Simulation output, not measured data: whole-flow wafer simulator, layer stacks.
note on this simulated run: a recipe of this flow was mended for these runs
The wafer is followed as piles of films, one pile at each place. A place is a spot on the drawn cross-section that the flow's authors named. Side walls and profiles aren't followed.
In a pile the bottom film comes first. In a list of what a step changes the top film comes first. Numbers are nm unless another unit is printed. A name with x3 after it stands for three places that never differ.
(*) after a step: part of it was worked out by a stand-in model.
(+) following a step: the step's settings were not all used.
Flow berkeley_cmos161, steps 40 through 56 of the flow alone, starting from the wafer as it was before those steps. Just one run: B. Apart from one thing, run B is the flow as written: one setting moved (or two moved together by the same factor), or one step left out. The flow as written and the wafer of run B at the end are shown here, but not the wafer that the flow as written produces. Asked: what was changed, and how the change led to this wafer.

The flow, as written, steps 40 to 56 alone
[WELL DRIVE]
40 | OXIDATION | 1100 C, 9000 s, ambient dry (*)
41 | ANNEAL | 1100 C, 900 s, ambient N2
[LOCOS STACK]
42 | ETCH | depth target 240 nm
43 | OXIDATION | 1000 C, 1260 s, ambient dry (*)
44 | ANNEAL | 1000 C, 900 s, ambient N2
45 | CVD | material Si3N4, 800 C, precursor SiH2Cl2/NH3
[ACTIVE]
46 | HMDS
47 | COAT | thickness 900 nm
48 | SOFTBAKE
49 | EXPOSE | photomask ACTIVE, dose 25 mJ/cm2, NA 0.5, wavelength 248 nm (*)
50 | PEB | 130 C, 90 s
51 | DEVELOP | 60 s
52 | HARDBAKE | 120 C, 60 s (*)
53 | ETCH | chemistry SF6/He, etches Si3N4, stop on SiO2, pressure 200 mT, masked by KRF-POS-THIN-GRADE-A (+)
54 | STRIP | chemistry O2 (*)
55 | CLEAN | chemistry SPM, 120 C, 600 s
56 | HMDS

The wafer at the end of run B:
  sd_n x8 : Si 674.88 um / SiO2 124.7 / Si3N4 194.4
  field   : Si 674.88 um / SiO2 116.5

Cause: step 42, ETCH: depth target 84 nm was run, whereas the flow has depth target 240 nm.

Step by step, how the change led to this:
  42 | ETCH | depth target 240 nm
      field, sd_n x8: SiO2 loses 84 (as written it would have been: SiO2 loses 197.6 (all of it))
  43 | OXIDATION | 1000 C, 1260 s, ambient dry (*)
      field, sd_n x8: SiO2 gains 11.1, Si loses 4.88 (as written it would have been: SiO2 gains 26.6 (new film), Si loses 11.7)
